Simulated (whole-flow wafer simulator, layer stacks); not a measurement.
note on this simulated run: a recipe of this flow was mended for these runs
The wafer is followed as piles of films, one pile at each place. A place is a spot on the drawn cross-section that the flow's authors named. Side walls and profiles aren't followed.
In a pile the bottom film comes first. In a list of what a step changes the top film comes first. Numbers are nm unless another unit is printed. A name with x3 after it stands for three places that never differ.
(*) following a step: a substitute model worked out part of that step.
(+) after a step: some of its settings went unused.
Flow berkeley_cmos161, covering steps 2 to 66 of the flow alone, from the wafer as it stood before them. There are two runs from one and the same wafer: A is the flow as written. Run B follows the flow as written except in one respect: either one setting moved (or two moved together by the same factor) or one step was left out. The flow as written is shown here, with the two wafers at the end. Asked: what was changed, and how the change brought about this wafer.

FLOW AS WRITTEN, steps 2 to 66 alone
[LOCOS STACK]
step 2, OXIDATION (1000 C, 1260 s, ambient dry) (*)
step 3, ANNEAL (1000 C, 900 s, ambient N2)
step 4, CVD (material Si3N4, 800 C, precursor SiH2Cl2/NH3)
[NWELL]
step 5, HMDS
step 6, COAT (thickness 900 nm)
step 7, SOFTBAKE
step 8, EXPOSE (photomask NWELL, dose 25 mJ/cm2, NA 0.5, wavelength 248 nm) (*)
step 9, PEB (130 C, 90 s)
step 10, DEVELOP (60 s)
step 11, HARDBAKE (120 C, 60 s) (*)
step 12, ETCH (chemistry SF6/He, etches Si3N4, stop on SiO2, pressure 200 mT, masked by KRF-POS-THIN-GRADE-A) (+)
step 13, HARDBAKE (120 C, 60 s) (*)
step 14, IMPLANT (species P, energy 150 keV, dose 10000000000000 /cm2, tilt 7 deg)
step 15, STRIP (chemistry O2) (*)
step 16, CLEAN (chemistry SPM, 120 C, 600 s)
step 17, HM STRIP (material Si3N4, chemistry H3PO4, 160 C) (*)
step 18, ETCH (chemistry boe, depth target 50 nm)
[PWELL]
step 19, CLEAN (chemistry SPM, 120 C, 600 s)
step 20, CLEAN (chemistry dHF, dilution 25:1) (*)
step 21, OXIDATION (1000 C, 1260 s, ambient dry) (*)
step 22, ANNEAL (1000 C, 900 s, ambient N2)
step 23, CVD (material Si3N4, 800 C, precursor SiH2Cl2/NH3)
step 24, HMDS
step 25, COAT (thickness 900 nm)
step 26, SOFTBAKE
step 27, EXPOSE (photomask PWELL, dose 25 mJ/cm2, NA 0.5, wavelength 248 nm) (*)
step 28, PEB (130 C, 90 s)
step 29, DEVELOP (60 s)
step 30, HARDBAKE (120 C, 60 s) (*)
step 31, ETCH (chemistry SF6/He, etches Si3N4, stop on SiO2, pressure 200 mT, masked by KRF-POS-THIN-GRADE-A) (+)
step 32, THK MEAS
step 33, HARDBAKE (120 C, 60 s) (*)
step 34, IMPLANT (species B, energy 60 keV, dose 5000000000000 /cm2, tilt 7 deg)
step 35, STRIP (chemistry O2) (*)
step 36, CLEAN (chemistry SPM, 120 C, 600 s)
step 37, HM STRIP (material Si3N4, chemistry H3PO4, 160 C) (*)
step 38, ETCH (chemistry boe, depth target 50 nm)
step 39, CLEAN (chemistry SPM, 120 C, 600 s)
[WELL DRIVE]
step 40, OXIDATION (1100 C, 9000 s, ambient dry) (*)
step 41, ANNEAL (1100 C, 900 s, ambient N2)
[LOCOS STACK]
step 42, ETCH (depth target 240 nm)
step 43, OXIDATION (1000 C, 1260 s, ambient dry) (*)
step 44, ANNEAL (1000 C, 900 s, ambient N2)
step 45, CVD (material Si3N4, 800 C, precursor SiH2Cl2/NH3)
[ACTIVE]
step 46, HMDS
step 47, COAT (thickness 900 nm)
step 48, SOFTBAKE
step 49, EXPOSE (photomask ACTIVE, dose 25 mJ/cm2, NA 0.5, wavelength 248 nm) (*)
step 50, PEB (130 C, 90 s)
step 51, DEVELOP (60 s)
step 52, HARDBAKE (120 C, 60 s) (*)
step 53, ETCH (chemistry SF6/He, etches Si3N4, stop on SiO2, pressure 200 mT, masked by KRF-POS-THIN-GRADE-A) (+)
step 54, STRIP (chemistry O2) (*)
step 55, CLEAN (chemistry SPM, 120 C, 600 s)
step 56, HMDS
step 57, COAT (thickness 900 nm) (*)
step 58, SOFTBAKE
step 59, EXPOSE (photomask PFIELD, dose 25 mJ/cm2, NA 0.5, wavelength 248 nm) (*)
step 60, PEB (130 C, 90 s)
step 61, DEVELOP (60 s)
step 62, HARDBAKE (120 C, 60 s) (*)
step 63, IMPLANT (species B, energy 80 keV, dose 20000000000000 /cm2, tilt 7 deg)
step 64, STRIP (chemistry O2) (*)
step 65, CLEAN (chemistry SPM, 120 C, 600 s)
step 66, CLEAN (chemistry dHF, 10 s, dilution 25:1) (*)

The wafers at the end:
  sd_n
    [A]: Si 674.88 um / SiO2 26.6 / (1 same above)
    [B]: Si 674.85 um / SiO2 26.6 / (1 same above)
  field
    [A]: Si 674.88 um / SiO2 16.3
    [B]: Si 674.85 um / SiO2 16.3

Cause: step 2, OXIDATION: 1188 C was run, while the flow as written has 1000 C.

Step by step, how the change led to this:
  step 2, OXIDATION (1000 C, 1260 s, ambient dry) (*)
      field, sd_n, spacer_n and 6 more: A SiO2 gains 26.6 (new film), chemical SiO2 loses 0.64 (all of it), Si loses 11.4 | B SiO2 gains 95.8 (new film), chemical SiO2 loses 0.64 (all of it), Si loses 41.9
  step 18, ETCH (chemistry boe, depth target 50 nm)
      field, sd_n, spacer_n, gate_n, contact, m1: A SiO2 loses 22.3 (all of it) | B SiO2 loses 50
      sd_p, spacer_p, gate_p: A SiO2 loses 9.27 (all of it) | B SiO2 loses 50
  step 19, CLEAN (chemistry SPM, 120 C, 600 s)
      field, sd_n, spacer_n and 6 more: A chemical SiO2 gains 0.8 (new film), Si loses 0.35 | B nothing
  step 20, CLEAN (chemistry dHF, dilution 25:1) (*)
      field, sd_n, spacer_n and 6 more: A chemical SiO2 loses 0.8 (all of it) | B nothing
  step 21, OXIDATION (1000 C, 1260 s, ambient dry) (*)
      field, sd_n, spacer_n, gate_n, contact, m1: A SiO2 gains 26.6 (new film), Si loses 11.7 | B SiO2 gains 11.1, Si loses 4.88
      sd_p, spacer_p, gate_p: A SiO2 gains 26.6 (new film), Si loses 11.7 | B SiO2 gains 12.3, Si loses 5.42
  step 38, ETCH (chemistry boe, depth target 50 nm)
      field, sd_n, spacer_n, gate_n, contact, m1: A SiO2 loses 10.2 (all of it) | B SiO2 loses 36.1 (all of it)
      sd_p, spacer_p, gate_p: A SiO2 loses 22.2 (all of it) | B SiO2 loses 36.4 (all of it)
